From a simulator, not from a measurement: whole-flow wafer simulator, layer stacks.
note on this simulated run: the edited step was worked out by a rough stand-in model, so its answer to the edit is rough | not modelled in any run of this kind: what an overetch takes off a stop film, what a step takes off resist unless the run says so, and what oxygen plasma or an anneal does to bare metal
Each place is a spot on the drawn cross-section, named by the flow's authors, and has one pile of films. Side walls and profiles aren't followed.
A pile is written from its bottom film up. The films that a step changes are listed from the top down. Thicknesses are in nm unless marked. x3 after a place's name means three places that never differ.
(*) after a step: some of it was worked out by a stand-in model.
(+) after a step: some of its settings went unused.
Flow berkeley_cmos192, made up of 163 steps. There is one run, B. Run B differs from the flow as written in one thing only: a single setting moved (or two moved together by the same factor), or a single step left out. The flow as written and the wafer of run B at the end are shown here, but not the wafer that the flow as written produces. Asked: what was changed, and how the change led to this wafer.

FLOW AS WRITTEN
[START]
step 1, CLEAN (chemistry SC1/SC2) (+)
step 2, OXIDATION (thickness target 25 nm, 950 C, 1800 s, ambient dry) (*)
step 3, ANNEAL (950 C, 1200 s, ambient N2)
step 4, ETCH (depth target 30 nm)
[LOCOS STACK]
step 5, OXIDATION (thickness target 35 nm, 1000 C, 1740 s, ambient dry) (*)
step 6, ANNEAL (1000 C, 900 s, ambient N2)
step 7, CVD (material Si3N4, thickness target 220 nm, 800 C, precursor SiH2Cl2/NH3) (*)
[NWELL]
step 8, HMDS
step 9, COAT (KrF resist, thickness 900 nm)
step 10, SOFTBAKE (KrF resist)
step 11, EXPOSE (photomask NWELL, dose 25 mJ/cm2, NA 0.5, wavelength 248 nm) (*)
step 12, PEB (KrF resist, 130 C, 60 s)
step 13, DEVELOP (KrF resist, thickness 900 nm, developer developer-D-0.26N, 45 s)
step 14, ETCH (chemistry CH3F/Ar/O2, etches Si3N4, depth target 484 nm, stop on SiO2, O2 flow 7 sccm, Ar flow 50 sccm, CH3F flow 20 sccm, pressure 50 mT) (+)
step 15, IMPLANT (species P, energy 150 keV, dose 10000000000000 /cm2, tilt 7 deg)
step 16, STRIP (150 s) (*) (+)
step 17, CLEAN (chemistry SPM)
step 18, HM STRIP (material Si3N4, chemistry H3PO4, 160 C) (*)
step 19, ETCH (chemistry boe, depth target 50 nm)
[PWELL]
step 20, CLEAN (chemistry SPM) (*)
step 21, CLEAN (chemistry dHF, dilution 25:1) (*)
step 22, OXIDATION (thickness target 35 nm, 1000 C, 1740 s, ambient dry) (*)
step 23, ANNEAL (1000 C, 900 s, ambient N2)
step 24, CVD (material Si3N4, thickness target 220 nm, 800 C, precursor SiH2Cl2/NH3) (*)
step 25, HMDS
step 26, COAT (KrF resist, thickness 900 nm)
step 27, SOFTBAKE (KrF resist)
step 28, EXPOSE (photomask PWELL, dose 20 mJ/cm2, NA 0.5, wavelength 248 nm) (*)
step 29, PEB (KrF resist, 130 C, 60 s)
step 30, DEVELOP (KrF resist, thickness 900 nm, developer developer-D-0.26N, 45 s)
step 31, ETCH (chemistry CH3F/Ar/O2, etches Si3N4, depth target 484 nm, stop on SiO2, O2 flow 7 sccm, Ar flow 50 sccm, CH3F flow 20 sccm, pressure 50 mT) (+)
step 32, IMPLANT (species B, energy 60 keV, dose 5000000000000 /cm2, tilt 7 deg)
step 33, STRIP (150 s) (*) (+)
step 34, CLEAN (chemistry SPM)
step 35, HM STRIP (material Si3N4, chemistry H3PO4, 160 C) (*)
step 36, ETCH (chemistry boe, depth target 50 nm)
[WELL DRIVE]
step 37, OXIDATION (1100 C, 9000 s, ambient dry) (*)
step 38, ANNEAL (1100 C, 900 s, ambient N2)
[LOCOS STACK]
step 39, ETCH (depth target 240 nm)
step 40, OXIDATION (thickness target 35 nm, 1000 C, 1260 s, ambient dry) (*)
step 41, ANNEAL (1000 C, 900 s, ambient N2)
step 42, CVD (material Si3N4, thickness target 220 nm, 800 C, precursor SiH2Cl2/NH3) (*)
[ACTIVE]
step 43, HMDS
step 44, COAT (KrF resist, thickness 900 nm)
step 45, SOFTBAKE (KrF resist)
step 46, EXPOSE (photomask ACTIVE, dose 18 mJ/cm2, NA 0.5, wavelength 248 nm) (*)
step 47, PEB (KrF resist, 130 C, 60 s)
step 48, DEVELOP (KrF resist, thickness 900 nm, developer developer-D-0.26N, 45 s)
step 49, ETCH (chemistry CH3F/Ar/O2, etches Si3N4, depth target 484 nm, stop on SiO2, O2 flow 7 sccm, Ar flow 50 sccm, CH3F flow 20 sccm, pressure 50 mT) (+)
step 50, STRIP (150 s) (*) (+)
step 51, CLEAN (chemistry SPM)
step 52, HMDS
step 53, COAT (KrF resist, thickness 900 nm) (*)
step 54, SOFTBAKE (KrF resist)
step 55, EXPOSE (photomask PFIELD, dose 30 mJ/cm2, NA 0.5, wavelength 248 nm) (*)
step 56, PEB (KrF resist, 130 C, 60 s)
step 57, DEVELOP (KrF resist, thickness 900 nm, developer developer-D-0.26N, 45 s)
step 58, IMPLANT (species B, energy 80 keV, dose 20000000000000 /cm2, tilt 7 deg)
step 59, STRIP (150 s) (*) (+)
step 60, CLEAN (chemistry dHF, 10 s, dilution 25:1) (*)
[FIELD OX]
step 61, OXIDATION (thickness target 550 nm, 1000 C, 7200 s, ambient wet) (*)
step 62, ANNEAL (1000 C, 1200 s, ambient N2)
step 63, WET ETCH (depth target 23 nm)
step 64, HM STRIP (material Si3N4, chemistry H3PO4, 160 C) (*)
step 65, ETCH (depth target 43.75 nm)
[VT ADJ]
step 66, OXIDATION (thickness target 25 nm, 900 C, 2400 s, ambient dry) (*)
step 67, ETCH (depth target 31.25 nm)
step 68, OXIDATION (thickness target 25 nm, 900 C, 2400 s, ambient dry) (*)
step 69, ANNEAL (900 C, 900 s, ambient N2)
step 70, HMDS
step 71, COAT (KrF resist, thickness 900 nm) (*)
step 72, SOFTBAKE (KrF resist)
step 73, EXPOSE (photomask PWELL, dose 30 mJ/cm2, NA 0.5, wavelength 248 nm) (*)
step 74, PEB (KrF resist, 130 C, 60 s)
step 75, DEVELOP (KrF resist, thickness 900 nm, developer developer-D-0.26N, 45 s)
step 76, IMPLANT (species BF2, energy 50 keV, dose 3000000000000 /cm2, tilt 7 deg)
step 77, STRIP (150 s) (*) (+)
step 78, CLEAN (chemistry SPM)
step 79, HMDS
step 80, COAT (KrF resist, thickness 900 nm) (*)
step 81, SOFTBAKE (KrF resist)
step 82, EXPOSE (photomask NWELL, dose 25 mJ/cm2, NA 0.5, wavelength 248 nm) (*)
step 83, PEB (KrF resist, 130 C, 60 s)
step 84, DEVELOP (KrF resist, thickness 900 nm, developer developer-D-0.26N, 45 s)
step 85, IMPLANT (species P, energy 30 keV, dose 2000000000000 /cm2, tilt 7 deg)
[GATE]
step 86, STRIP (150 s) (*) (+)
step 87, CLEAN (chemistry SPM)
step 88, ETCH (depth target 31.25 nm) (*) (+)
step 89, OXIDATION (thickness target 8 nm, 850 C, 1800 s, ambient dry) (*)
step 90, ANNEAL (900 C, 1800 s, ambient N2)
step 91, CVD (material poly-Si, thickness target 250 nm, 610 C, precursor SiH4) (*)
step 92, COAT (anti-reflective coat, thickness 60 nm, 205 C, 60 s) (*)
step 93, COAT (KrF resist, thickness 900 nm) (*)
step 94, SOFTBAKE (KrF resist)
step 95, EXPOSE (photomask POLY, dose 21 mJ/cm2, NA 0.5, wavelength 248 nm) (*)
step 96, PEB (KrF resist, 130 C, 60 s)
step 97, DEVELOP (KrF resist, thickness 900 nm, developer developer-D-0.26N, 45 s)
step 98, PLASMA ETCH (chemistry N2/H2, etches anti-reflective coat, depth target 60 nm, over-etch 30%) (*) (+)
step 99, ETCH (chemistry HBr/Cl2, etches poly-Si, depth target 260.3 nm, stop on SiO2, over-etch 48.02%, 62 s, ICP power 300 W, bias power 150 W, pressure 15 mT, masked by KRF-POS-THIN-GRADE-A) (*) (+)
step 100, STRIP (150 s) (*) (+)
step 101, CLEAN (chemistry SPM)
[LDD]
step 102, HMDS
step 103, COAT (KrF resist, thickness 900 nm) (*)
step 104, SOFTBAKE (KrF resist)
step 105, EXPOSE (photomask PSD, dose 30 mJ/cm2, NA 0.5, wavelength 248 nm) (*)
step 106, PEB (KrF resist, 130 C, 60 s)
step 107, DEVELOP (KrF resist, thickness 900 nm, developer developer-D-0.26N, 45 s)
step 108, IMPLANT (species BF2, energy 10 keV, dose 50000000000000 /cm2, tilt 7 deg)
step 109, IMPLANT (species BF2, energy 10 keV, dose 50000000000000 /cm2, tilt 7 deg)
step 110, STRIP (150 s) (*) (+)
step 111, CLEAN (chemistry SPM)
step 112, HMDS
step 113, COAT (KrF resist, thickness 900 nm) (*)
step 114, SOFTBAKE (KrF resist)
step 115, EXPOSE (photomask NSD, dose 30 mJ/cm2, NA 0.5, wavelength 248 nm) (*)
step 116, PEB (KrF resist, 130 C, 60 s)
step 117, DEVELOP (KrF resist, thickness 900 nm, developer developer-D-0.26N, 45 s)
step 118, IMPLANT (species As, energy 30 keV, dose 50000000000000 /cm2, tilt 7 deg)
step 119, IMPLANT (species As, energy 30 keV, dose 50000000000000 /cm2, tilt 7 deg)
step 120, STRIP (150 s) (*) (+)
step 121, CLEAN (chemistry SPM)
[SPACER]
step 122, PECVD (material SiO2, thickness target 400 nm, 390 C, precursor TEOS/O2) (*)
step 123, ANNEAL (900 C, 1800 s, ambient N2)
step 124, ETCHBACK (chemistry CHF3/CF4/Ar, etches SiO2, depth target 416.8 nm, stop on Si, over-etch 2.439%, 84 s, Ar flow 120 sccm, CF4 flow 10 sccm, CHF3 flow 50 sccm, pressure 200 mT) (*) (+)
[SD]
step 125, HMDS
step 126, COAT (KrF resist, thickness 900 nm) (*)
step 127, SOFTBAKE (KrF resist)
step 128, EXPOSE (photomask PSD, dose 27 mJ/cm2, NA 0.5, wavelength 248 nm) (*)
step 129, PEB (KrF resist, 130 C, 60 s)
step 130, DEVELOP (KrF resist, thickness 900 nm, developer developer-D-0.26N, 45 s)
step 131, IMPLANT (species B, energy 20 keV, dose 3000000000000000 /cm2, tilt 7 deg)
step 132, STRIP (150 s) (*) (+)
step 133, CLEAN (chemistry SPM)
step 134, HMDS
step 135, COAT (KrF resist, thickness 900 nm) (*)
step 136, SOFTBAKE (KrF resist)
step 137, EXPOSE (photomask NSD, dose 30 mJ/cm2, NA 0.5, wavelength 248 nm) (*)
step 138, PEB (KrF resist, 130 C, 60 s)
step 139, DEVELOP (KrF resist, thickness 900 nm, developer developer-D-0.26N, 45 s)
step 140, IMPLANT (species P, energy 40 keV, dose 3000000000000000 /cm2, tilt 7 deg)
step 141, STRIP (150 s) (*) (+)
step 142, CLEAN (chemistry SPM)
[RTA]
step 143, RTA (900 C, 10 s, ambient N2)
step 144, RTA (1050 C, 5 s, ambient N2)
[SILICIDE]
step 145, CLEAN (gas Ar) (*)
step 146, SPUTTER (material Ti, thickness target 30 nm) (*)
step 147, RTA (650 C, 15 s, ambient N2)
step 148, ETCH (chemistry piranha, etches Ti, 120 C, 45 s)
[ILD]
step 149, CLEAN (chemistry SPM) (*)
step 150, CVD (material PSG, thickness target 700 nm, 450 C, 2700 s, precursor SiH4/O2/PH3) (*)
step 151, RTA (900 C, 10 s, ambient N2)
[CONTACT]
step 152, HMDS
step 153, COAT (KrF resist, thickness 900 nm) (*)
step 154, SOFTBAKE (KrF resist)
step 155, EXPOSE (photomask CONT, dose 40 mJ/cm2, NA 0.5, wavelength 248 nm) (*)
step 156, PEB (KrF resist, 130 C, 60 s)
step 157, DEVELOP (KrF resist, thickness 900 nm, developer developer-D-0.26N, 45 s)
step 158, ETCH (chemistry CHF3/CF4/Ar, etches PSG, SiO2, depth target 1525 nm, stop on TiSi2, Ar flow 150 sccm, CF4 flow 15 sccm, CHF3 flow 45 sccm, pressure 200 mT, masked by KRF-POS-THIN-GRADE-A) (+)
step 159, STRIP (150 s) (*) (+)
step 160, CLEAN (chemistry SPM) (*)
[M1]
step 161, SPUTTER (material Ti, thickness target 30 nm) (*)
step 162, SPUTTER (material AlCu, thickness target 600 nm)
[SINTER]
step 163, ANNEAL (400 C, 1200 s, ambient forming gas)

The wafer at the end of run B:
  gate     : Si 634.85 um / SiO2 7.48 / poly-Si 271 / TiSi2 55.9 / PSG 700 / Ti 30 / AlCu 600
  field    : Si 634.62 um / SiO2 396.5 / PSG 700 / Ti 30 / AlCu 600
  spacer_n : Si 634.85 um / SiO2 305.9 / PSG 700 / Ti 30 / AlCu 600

What caused this: step 91, CVD: thickness target 330 nm was run, whereas the flow has thickness target 250 nm.

How this came from the change, step by step:
  step 91, CVD (material poly-Si, thickness target 250 nm, 610 C, precursor SiH4) (*)
      field, sd_n, spacer_n and 6 more: poly-Si gains 330 (new film) (it would be, as written: poly-Si gains 250 (new film))
  step 92, COAT (anti-reflective coat, thickness 60 nm, 205 C, 60 s) (*)
      field: anti-reflective coat gains 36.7 (new film) (it would be, as written: anti-reflective coat gains 35.3 (new film))
      sd_n: anti-reflective coat gains 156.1 (new film) (it would be, as written: anti-reflective coat gains 152.4 (new film))
      (also at 1 further place)
  step 98, PLASMA ETCH (chemistry N2/H2, etches anti-reflective coat, depth target 60 nm, over-etch 30%) (*) (+)
      field: anti-reflective coat loses 36.7 (all of it), poly-Si loses 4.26 (it would be, as written: anti-reflective coat loses 35.3 (all of it), poly-Si loses 4.18)
      sd_n: anti-reflective coat loses 156.1 (all of it), poly-Si loses 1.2 (it would be, as written: anti-reflective coat loses 152.4 (all of it), poly-Si loses 1.17)
      (also at 1 further place)
  step 99, ETCH (chemistry HBr/Cl2, etches poly-Si, depth target 260.3 nm, stop on SiO2, over-etch 48.02%, 62 s, ICP power 300 W, bias power 150 W, pressure 15 mT, masked by KRF-POS-THIN-GRADE-A) (*) (+)
      field, spacer_n, spacer_p: poly-Si loses 325.7 (all of it), SiO2 loses 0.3 (it would be, as written: poly-Si loses 245.8 (all of it), SiO2 loses 1.74)
      sd_n: poly-Si loses 328.8 (all of it), SiO2 loses 0.28 (it would be, as written: poly-Si loses 248.8 (all of it), SiO2 loses 1.51)
      (also at 3 further places)
  step 103, COAT (KrF resist, thickness 900 nm) (*)
      gate: KrF resist gains 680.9 (new film) (it would be, as written: KrF resist gains 748 (new film))
      gate_p: KrF resist gains 677 (new film) (it would be, as written: KrF resist gains 744.1 (new film))
  step 107, DEVELOP (KrF resist, thickness 900 nm, developer developer-D-0.26N, 45 s)
      gate_p: KrF resist loses 676 (all of it) (it would be, as written: KrF resist loses 742.9 (all of it))
  step 110, STRIP (150 s) (*) (+)
      gate: KrF resist loses 665.7 (all of it), chemical SiO2 gains 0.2, poly-Si loses 0.09 (it would be, as written: KrF resist loses 732.7 (all of it), chemical SiO2 gains 0.2, poly-Si loses 0.09)
  step 113, COAT (KrF resist, thickness 900 nm) (*)
      gate: KrF resist gains 680.8 (new film) (it would be, as written: KrF resist gains 747.9 (new film))
      gate_p: KrF resist gains 676.9 (new film) (it would be, as written: KrF resist gains 743.9 (new film))
  step 117, DEVELOP (KrF resist, thickness 900 nm, developer developer-D-0.26N, 45 s)
      gate: KrF resist loses 679.8 (all of it) (it would be, as written: KrF resist loses 746.8 (all of it))
  step 120, STRIP (150 s) (*) (+)
      gate_p: KrF resist loses 661.6 (all of it), chemical SiO2 gains 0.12, poly-Si loses 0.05 (it would be, as written: KrF resist loses 728.6 (all of it), chemical SiO2 gains 0.12, poly-Si loses 0.05)
  step 124, ETCHBACK (chemistry CHF3/CF4/Ar, etches SiO2, depth target 416.8 nm, stop on Si, over-etch 2.439%, 84 s, Ar flow 120 sccm, CF4 flow 10 sccm, CHF3 flow 50 sccm, pressure 200 mT) (*) (+)
      spacer_n: SiO2 loses 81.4 (it would be, as written: SiO2 loses 160)
      spacer_p: SiO2 loses 81.4 (it would be, as written: SiO2 loses 159.9)
  step 126, COAT (KrF resist, thickness 900 nm) (*)
      spacer_n: KrF resist gains 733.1 (new film) (it would be, as written: KrF resist gains 791.6 (new film))
      gate: KrF resist gains 714.4 (new film) (it would be, as written: KrF resist gains 771.5 (new film))
      (also at 2 further places)
  step 130, DEVELOP (KrF resist, thickness 900 nm, developer developer-D-0.26N, 45 s)
      spacer_p: KrF resist loses 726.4 (all of it) (it would be, as written: KrF resist loses 784.6 (all of it))
      gate_p: KrF resist loses 707.5 (all of it) (it would be, as written: KrF resist loses 764.3 (all of it))
  step 132, STRIP (150 s) (*) (+)
      spacer_n: KrF resist loses 717.8 (all of it) (it would be, as written: KrF resist loses 776.1 (all of it))
      gate: chemical SiO2 gains 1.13 (new film), KrF resist loses 699.1 (all of it), poly-Si loses 0.5 (it would be, as written: chemical SiO2 gains 1.13 (new film), KrF resist loses 756.1 (all of it), poly-Si loses 0.5)
  step 135, COAT (KrF resist, thickness 900 nm) (*)
      spacer_n: KrF resist gains 733.4 (new film) (it would be, as written: KrF resist gains 791.1 (new film))
      gate: KrF resist gains 714 (new film) (it would be, as written: KrF resist gains 770.3 (new film))
      (also at 2 further places)
  step 139, DEVELOP (KrF resist, thickness 900 nm, developer developer-D-0.26N, 45 s)
      spacer_n: KrF resist loses 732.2 (all of it) (it would be, as written: KrF resist loses 789.9 (all of it))
      gate: KrF resist loses 712.9 (all of it) (it would be, as written: KrF resist loses 769.1 (all of it))
  ... another 2 steps ...
  step 159, STRIP (150 s) (*) (+)
      spacer_n: KrF resist loses 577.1 (all of it) (it would be, as written: KrF resist loses 620.3 (all of it))
      gate: KrF resist loses 562.1 (all of it) (it would be, as written: KrF resist loses 600.1 (all of it))
      (also at 3 further places)
